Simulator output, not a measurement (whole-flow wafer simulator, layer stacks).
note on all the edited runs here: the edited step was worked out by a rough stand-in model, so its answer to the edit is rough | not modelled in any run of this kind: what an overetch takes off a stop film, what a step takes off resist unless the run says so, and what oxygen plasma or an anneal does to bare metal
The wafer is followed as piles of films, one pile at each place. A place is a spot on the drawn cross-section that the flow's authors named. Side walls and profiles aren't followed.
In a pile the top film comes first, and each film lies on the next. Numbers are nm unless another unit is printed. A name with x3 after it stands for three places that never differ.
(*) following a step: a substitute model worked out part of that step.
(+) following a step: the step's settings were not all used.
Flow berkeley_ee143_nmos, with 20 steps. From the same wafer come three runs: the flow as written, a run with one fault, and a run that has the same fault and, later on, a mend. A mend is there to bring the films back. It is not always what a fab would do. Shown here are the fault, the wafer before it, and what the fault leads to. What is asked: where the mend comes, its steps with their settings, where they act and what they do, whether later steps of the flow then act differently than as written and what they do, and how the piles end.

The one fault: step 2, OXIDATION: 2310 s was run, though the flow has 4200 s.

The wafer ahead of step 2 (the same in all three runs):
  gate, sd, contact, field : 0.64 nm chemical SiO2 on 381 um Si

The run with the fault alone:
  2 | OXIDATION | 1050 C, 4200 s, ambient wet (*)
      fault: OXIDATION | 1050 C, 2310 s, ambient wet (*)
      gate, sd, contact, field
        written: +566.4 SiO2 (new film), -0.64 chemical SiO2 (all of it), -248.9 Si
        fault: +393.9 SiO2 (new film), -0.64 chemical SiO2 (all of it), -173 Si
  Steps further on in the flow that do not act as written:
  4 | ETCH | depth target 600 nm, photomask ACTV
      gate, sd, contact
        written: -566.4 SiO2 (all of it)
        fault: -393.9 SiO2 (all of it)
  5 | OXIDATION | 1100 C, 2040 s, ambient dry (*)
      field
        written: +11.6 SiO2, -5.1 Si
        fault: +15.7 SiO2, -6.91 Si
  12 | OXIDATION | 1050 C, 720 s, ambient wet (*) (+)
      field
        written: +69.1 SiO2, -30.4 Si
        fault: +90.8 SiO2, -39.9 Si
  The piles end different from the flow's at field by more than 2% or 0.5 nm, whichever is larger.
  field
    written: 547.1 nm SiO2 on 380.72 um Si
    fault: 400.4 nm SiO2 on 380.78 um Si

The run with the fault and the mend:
  The mend follows step 2.
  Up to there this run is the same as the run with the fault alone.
  2a | OXIDATION | 1050 C, 1890 s, ambient wet (*) (a further turn of the flow's step 2, with different settings)
      gate, sd, contact, field
        +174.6 SiO2, -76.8 Si
  Every later step of the flow that is run acts as written, at every place that is followed, to within 2% or 0.5 nm, whichever is larger.
  The piles end only slightly different from the flow's at the places that both follow, by no more than 2% or 0.5 nm, whichever is larger.
